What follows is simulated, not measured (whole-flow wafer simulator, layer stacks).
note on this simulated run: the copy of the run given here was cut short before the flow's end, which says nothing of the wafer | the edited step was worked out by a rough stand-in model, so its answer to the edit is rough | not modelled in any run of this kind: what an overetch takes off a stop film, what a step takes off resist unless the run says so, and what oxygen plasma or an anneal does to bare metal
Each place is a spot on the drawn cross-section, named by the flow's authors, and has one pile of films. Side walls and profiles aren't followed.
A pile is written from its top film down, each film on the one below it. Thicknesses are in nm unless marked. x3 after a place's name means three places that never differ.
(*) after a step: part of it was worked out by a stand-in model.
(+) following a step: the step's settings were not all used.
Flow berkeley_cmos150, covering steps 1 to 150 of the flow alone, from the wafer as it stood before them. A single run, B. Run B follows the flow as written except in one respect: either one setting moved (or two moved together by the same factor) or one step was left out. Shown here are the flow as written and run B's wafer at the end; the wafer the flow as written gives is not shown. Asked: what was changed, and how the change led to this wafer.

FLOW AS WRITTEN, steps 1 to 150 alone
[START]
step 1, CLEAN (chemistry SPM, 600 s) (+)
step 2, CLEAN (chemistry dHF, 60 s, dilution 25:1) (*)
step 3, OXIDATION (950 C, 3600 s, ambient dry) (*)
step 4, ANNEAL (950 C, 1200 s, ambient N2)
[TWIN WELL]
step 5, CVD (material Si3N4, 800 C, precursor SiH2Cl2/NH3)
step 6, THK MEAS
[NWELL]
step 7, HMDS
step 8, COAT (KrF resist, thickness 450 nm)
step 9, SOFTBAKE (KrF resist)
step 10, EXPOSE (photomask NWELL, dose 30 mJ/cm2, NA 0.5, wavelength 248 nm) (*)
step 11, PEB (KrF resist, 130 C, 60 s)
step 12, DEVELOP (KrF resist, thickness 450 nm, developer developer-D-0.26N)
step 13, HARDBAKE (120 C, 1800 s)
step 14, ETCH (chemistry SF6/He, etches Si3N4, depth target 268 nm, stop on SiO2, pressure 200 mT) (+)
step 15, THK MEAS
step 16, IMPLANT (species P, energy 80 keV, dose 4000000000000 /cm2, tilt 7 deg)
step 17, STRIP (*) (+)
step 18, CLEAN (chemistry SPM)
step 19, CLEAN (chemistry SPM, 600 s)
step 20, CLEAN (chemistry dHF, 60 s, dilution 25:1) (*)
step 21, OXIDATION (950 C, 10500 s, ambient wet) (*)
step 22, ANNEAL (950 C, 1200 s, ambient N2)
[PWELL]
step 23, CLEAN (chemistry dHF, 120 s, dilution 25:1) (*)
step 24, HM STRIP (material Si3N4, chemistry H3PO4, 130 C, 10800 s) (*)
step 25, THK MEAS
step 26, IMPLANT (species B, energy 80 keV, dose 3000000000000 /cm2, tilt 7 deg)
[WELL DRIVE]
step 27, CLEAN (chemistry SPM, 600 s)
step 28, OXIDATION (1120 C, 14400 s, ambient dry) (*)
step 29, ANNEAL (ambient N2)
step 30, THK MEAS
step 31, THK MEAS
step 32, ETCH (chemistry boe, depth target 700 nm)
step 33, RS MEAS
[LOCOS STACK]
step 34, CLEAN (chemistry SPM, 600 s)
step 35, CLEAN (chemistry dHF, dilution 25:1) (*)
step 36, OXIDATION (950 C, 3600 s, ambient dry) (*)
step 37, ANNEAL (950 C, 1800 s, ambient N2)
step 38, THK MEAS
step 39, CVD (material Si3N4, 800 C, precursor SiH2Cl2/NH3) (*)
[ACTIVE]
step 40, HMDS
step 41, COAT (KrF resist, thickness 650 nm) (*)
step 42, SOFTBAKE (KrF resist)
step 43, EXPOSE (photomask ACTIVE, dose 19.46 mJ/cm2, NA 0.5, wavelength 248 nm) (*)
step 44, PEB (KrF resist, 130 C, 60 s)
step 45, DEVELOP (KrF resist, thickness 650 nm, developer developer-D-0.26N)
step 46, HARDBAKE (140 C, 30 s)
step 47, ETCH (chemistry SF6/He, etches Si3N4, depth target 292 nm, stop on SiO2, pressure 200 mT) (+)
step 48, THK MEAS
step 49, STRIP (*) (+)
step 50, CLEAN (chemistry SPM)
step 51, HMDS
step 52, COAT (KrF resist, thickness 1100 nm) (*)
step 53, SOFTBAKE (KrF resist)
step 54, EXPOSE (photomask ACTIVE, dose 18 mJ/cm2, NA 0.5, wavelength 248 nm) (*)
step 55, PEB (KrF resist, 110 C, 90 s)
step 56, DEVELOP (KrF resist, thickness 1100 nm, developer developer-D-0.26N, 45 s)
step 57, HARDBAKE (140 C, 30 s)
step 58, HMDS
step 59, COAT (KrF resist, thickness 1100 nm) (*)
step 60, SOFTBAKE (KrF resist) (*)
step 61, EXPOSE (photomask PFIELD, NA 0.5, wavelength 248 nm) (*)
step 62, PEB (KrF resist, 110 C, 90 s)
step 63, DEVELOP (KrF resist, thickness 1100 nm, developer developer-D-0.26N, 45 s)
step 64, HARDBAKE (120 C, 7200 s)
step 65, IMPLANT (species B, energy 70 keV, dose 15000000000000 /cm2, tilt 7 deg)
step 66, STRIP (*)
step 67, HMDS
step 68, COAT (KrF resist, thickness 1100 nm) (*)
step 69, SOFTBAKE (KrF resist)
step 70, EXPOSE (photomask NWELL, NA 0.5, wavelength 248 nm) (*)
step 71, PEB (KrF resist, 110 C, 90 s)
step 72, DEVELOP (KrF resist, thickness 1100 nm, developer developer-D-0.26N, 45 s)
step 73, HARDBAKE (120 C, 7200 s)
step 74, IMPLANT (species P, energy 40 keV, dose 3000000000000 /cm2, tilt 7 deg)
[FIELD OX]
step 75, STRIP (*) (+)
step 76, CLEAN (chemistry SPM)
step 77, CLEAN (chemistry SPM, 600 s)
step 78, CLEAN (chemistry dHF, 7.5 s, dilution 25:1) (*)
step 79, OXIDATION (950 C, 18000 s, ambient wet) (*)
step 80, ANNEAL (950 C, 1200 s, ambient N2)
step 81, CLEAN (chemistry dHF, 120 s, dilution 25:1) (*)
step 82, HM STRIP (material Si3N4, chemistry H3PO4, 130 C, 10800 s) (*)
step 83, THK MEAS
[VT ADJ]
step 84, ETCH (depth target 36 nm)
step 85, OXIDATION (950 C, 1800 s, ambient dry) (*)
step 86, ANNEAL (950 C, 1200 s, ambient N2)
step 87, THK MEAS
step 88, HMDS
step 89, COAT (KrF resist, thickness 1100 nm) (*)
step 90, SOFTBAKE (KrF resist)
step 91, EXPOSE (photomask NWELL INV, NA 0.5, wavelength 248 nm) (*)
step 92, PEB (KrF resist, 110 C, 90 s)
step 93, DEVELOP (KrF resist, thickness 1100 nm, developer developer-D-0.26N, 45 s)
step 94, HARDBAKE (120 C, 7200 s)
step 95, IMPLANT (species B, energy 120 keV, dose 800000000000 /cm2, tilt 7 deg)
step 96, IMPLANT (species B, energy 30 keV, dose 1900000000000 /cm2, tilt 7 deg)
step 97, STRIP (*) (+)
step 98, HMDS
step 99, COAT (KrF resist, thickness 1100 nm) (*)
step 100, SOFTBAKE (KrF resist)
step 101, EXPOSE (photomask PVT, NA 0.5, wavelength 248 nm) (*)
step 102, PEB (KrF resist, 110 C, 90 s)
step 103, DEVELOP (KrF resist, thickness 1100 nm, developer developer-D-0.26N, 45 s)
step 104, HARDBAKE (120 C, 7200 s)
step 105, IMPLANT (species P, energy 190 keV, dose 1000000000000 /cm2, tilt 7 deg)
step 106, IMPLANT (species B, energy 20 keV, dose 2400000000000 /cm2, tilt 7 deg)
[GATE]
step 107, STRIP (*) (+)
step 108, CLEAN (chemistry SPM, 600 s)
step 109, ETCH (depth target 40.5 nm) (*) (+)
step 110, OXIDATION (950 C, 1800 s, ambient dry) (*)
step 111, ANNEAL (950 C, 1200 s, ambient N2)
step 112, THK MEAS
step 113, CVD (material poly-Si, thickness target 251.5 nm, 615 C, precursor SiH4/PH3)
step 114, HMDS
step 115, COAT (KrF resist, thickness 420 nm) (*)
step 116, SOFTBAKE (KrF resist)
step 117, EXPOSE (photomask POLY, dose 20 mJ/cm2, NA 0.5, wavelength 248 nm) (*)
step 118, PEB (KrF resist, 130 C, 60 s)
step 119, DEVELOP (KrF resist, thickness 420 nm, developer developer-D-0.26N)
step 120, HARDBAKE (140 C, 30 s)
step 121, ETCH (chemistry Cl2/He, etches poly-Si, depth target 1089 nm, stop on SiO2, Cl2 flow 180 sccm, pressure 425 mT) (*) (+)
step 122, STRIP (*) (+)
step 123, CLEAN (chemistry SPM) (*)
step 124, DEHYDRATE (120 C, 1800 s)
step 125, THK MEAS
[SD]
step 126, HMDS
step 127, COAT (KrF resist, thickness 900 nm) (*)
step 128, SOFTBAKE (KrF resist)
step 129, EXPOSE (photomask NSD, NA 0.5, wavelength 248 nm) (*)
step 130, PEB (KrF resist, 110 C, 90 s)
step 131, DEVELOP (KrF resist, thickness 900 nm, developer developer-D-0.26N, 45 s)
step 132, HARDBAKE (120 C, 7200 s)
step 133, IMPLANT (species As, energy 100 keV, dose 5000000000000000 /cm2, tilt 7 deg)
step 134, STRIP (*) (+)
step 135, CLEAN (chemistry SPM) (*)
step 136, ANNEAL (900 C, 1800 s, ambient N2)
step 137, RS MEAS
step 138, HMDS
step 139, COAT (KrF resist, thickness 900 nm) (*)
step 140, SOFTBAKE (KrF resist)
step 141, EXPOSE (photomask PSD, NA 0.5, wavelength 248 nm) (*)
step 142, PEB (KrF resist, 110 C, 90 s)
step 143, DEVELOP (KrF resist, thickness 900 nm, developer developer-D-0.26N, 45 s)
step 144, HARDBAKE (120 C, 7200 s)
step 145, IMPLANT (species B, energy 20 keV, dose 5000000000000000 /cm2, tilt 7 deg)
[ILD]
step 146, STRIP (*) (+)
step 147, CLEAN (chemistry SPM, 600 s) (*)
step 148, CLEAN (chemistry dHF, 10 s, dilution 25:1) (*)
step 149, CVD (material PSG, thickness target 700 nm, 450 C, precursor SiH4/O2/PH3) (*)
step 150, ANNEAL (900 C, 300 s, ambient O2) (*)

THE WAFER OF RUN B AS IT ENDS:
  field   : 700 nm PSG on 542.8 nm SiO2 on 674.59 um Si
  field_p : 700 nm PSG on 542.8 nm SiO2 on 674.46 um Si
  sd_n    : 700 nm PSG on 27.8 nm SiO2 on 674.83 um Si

Cause: step 109, ETCH: depth target 20.2 nm was run, whereas the flow has depth target 40.5 nm.

The path from the change to this, step by step:
  step 109, ETCH (depth target 40.5 nm) (*) (+)
      sd_n: SiO2 loses 20.2 (as written it would have been: SiO2 loses 40.4 (all of it))
      field, field_p: SiO2 loses 20.2 (as written it would have been: SiO2 loses 40.5)
  step 110, OXIDATION (950 C, 1800 s, ambient dry) (*)
      sd_n: SiO2 gains 12.7, Si loses 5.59 (as written it would have been: SiO2 gains 20.4 (new film), Si loses 8.98)
  step 115, COAT (KrF resist, thickness 420 nm) (*)
      gate_n: KrF resist gains 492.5 (new film) (as written it would have been: KrF resist gains 482.5 (new film))
  step 120, HARDBAKE (140 C, 30 s)
      gate_n: KrF resist loses 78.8 (as written it would have been: KrF resist loses 77.1)
  step 122, STRIP (*) (+)
      gate_n: chemical SiO2 gains 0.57 (new film), KrF resist loses 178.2 (all of it), poly-Si loses 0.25 (as written it would have been: chemical SiO2 gains 0.57 (new film), KrF resist loses 169.8 (all of it), poly-Si loses 0.25)
